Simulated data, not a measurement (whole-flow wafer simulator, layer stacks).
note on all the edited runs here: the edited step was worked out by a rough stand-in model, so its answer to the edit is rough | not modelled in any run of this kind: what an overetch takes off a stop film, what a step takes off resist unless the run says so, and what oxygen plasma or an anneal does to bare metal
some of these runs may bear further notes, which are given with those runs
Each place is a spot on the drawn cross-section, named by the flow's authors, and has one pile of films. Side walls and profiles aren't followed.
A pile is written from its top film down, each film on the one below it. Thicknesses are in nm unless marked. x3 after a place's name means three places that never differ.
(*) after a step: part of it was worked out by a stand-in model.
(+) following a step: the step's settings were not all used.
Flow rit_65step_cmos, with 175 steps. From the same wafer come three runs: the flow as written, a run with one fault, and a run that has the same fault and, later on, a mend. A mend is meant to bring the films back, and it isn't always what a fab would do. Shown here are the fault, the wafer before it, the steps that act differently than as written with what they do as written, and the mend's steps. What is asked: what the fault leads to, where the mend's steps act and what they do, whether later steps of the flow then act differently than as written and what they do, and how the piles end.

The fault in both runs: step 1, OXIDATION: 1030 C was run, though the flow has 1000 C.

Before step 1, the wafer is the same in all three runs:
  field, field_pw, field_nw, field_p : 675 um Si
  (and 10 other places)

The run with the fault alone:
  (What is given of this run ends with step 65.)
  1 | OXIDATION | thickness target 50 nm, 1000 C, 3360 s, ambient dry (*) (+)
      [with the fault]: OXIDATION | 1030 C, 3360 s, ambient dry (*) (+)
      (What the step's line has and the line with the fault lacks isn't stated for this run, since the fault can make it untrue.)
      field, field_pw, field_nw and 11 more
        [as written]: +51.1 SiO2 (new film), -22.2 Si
        [with the fault]: +67.5 SiO2 (new film), -29.4 Si
  Later steps of the flow acting differently than as written (21 other steps are not shown; they differ only slightly, by no more than 2% or 0.5 nm, whichever is larger):
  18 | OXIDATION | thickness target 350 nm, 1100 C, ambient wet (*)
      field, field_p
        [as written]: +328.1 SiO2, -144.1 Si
        [with the fault]: +316.5 SiO2, -139 Si
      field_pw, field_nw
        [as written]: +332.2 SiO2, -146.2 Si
        [with the fault]: +320.3 SiO2, -140.9 Si
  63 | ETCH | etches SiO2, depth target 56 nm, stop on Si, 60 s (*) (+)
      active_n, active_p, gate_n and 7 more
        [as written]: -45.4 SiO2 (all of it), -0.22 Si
        [with the fault]: -56 SiO2
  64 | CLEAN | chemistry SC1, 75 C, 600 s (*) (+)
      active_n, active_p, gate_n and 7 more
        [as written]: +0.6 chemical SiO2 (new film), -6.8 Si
        [with the fault]: -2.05 SiO2
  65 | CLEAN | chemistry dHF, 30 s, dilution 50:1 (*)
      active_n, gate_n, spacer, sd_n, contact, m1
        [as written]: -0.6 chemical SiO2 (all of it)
        [with the fault]: -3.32 SiO2
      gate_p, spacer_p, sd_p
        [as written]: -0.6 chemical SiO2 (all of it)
        [with the fault]: -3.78 SiO2 (all of it)
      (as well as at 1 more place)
  After step 65 the piles are close to the flow's at the places that both follow, differing by at most 2% or 0.5 nm, whichever is larger.

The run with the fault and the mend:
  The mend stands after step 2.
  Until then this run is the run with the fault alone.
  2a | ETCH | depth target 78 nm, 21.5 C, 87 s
      field, field_pw, field_nw and 11 more
        -67.5 SiO2 (all of it)
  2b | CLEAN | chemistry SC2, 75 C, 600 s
      field, field_pw, field_nw and 11 more
        +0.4 chemical SiO2 (new film), -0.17 Si
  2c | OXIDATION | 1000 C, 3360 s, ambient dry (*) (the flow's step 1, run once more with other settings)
      field, field_pw, field_nw and 11 more
        +51 SiO2 (new film), -0.4 chemical SiO2 (all of it), -22.3 Si
  Later steps of the flow acting differently than as written (18 other steps are not shown; they differ only slightly, by no more than 2% or 0.5 nm, whichever is larger):
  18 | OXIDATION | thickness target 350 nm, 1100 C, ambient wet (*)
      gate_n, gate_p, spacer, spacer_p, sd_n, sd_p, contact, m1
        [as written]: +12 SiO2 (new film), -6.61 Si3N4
        [with the mend]: +12 SiO2 (new film), -6.61 Si3N4, +0.03 SiO2
  At the end the piles are close to the flow's at the places that both follow, differing by at most 2% or 0.5 nm, whichever is larger.
